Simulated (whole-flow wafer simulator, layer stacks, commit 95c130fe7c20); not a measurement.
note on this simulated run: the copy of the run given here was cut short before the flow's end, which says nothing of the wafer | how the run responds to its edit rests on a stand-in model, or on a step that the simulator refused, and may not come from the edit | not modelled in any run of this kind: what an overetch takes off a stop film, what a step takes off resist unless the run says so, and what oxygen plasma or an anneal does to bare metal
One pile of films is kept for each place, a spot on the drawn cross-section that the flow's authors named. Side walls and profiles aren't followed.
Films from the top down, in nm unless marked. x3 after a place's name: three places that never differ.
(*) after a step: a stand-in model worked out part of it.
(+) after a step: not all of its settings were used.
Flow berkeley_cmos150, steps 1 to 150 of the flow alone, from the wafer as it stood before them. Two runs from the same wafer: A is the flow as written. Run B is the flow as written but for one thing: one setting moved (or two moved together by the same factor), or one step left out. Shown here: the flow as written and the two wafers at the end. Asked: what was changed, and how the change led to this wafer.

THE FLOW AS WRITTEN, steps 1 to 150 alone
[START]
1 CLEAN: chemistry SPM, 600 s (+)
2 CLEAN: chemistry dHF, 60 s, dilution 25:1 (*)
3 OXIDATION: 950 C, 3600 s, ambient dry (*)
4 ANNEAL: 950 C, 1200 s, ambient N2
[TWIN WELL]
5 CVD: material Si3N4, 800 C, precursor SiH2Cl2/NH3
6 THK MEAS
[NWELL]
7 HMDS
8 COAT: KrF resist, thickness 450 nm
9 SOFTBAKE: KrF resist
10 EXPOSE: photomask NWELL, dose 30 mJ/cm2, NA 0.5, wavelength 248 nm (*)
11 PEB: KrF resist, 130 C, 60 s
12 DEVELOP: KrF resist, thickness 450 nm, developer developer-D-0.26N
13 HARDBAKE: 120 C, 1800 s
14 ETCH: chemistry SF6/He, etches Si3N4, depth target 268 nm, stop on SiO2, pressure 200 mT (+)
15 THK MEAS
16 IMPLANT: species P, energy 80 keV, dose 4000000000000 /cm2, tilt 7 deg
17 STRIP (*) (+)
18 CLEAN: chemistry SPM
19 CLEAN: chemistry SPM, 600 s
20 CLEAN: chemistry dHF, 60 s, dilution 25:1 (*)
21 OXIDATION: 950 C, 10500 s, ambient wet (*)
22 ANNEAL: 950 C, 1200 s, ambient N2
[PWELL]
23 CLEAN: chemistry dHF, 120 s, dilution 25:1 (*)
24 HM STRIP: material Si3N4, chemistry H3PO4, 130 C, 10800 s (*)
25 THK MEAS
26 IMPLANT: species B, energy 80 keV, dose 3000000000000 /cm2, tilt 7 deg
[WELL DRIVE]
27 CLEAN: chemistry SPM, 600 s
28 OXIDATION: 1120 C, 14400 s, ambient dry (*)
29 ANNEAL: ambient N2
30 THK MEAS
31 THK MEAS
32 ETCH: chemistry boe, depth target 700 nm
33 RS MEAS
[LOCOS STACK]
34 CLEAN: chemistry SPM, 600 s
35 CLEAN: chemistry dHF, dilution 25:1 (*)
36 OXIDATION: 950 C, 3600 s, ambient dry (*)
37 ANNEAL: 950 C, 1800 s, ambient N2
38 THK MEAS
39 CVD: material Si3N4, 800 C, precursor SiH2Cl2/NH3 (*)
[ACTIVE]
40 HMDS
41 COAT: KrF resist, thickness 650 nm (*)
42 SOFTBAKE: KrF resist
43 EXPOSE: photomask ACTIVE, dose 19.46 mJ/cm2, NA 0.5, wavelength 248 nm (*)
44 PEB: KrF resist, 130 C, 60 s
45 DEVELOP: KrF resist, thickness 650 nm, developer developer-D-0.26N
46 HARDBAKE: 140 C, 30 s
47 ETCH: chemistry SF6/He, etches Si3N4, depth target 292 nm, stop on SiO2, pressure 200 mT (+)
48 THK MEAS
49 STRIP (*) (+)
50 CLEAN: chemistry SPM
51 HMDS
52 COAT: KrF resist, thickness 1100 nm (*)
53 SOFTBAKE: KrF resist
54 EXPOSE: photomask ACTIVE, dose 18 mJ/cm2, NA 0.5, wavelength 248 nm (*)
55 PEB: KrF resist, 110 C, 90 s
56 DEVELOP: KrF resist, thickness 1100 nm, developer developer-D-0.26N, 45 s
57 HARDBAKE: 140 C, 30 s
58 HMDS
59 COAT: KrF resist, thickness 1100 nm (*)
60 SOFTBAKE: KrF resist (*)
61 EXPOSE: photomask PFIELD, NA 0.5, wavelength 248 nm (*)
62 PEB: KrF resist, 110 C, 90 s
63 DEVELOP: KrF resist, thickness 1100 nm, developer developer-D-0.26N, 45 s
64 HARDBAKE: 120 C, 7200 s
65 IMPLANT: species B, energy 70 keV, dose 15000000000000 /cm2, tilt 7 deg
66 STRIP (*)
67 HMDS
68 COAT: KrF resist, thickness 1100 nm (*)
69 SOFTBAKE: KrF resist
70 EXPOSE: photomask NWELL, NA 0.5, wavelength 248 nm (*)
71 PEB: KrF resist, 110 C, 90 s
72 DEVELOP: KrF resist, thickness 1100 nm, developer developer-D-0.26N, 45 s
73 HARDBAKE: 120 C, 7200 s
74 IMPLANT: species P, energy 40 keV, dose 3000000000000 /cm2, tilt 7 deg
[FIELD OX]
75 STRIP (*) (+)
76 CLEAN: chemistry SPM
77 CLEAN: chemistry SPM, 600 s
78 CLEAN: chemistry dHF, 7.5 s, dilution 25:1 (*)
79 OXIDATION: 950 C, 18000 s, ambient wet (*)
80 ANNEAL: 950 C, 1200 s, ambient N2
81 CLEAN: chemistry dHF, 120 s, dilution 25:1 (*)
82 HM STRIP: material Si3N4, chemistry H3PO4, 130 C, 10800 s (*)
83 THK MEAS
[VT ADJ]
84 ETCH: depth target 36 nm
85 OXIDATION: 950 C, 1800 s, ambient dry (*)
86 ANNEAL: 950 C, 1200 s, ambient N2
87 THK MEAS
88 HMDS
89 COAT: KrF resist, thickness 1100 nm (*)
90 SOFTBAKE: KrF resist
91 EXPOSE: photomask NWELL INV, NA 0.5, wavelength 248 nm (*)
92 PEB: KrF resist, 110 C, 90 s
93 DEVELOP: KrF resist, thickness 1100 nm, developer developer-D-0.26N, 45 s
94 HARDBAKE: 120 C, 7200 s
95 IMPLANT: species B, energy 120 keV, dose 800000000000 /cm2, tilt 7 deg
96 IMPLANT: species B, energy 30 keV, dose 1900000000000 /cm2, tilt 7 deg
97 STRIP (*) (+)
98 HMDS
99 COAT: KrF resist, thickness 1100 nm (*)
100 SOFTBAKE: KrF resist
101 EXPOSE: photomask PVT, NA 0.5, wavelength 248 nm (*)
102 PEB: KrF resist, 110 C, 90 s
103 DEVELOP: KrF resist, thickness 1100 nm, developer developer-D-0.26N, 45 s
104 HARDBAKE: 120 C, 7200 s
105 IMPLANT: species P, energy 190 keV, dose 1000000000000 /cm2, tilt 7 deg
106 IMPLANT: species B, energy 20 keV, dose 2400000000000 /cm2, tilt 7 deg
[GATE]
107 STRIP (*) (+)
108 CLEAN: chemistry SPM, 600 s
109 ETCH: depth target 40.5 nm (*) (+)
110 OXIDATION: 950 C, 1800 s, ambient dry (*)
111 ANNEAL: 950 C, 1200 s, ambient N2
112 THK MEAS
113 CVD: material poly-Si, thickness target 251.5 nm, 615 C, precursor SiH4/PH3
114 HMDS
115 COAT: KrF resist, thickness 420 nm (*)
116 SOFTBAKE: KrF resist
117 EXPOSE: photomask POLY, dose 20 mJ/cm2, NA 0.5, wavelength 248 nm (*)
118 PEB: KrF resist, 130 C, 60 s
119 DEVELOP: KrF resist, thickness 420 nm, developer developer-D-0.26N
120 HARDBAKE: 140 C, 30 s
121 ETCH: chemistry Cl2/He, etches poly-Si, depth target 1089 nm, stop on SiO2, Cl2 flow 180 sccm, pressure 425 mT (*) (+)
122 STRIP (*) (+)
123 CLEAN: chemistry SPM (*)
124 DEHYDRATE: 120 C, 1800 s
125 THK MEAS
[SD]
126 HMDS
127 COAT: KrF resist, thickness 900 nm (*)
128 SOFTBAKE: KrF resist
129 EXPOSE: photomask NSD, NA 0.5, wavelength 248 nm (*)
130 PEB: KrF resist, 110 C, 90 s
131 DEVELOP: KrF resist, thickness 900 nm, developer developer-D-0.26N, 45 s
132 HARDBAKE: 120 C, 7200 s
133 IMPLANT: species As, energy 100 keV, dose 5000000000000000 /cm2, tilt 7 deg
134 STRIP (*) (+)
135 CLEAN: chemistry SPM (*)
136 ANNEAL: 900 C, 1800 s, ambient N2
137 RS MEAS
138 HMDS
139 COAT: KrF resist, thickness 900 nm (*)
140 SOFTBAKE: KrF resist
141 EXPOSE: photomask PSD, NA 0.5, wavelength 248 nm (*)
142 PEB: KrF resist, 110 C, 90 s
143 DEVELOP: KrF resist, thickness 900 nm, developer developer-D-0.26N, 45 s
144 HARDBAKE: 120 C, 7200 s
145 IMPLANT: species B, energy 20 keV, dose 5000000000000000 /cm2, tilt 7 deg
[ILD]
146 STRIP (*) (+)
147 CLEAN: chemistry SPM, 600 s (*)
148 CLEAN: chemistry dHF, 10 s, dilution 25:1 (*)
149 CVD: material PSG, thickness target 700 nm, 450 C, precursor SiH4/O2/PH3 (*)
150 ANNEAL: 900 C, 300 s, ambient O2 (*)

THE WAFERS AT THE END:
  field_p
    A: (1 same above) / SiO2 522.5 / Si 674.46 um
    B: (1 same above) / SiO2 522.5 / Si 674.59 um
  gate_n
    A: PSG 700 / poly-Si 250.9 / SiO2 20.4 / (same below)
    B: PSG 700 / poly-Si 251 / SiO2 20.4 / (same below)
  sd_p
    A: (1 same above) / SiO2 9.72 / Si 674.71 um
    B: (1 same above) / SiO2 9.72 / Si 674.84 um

The cause: step 14, ETCH: chemistry SF6/He, etches Si3N4, depth target 268 nm, stop on SiO2, pressure 200 mT (+), was left out.

How the change led to this, step by step:
  17 STRIP (*) (+)
      field, sd_n, gate_n, contact, m1: A KrF resist -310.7 (all of it) | B KrF resist -434.7 (all of it)
  20 CLEAN: chemistry dHF, 60 s, dilution 25:1 (*)
      field_p, sd_p, gate_p: A SiO2 -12 | B Si3N4 -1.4
  21 OXIDATION: 950 C, 10500 s, ambient wet (*)
      field_p, sd_p, gate_p: A SiO2 +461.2, Si -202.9 | B SiO2 +7.45 (new film), Si3N4 -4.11
  23 CLEAN: chemistry dHF, 120 s, dilution 25:1 (*)
      field_p, sd_p, gate_p: A SiO2 -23 | B SiO2 -7.45 (all of it), Si3N4 -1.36
  24 HM STRIP: material Si3N4, chemistry H3PO4, 130 C, 10800 s (*)
      field_p, sd_p, gate_p: A SiO2 -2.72 | B Si3N4 -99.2 (all of it), SiO2 -1.88
  28 OXIDATION: 1120 C, 14400 s, ambient dry (*)
      field_p, sd_p, gate_p: A SiO2 +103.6, Si -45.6 | B SiO2 +261.5, Si -115.1
  32 ETCH: chemistry boe, depth target 700 nm
      field_p, sd_p, gate_p: A SiO2 -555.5 (all of it) | B SiO2 -291.1 (all of it)
  41 COAT: KrF resist, thickness 650 nm (*)
      field_p: A KrF resist +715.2 (new film) | B KrF resist +650 (new film)
      sd_n: A KrF resist +633.7 (new film) | B KrF resist +650 (new film)
      (and at 2 more places)
  45 DEVELOP: KrF resist, thickness 650 nm, developer developer-D-0.26N
      field_p: A KrF resist -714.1 (all of it) | B KrF resist -649 (all of it)
  46 HARDBAKE: 140 C, 30 s
      sd_n: A KrF resist -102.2 | B KrF resist -104.9
      sd_p: A KrF resist -112.2 | B KrF resist -104.9
      (and at 1 more place)
  49 STRIP (*) (+)
      sd_n: A KrF resist -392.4 (all of it) | B KrF resist -406 (all of it)
      sd_p: A KrF resist -442.9 (all of it) | B KrF resist -406 (all of it)
      (and at 1 more place)
  52 COAT: KrF resist, thickness 1100 nm (*)
      field: A KrF resist +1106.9 (new film) | B KrF resist +1136.3 (new film)
      field_p: A KrF resist +1219.5 (new film) | B KrF resist +1136.7 (new film)
      (and at 2 more places)
  55 PEB: KrF resist, 110 C, 90 s
      field_p: A KrF resist -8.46 | B KrF resist -7.87
  56 DEVELOP: KrF resist, thickness 1100 nm, developer developer-D-0.26N, 45 s
      field: A KrF resist -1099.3 (all of it) | B KrF resist -1128.5 (all of it)
      field_p: A KrF resist -1211 (all of it) | B KrF resist -1128.9 (all of it)
  57 HARDBAKE: 140 C, 30 s
      sd_p: A KrF resist -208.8 | B KrF resist -196.2
      gate_p: A KrF resist -209.5 | B KrF resist -197.6
  59 COAT: KrF resist, thickness 1100 nm (*)
      field_p: A KrF resist +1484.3 (new film) | B KrF resist +1394.2 (new film)
      sd_p: A KrF resist +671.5 | B KrF resist +642.6
      (and at 1 more place)
  ... 29 more steps ...
  146 STRIP (*) (+)
      field: A KrF resist -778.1 (all of it) | B KrF resist -804.5 (all of it)
      field_p: A KrF resist -882.7 (all of it) | B KrF resist -807.1 (all of it)
